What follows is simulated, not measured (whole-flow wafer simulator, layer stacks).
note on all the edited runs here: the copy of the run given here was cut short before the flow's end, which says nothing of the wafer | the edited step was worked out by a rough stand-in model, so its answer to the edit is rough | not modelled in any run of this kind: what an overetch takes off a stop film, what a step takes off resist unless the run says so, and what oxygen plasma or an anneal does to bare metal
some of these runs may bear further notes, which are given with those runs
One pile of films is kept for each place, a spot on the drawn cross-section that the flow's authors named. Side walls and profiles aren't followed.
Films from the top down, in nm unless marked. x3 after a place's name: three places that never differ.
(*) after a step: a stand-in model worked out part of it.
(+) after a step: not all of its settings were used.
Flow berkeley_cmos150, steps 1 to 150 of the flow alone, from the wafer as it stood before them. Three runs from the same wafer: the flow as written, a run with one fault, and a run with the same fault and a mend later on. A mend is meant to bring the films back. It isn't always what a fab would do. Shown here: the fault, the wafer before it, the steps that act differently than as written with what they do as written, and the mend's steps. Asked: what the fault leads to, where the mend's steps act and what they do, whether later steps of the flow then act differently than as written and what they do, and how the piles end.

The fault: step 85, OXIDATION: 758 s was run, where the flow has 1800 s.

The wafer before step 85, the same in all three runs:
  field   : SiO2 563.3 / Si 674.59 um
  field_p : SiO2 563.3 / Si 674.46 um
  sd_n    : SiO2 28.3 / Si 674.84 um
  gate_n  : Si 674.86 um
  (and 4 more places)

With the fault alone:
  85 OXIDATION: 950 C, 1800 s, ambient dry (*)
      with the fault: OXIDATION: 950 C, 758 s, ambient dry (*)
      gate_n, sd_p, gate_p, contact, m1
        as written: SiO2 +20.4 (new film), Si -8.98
        with the fault: SiO2 +12 (new film), Si -5.3
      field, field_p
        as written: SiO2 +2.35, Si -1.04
        with the fault: SiO2 +0.99, Si -0.44
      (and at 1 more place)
  Later steps of the flow that act differently than as written (24 more steps differ only slightly, by at most 2% or 0.5 nm, whichever is larger, and aren't shown):
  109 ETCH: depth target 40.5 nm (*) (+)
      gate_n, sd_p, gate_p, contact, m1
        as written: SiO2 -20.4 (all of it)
        with the fault: SiO2 -12 (all of it)
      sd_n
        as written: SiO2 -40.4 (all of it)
        with the fault: SiO2 -34.1 (all of it)
  At the end the piles differ from the flow's only slightly at the places that both follow, by at most 2% or 0.5 nm, whichever is larger.

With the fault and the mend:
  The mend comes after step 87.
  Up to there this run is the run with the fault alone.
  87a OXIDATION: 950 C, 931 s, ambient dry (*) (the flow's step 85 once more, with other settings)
      gate_n, sd_p, gate_p, contact, m1
        SiO2 +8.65, Si -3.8
      field, field_p
        SiO2 +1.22, Si -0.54
      sd_n
        SiO2 +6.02, Si -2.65
  No later step of the flow acts differently than as written, at any place that is followed, by more than 2% or 0.5 nm, whichever is larger.
  At the end the piles differ from the flow's only slightly at the places that both follow, by at most 2% or 0.5 nm, whichever is larger.
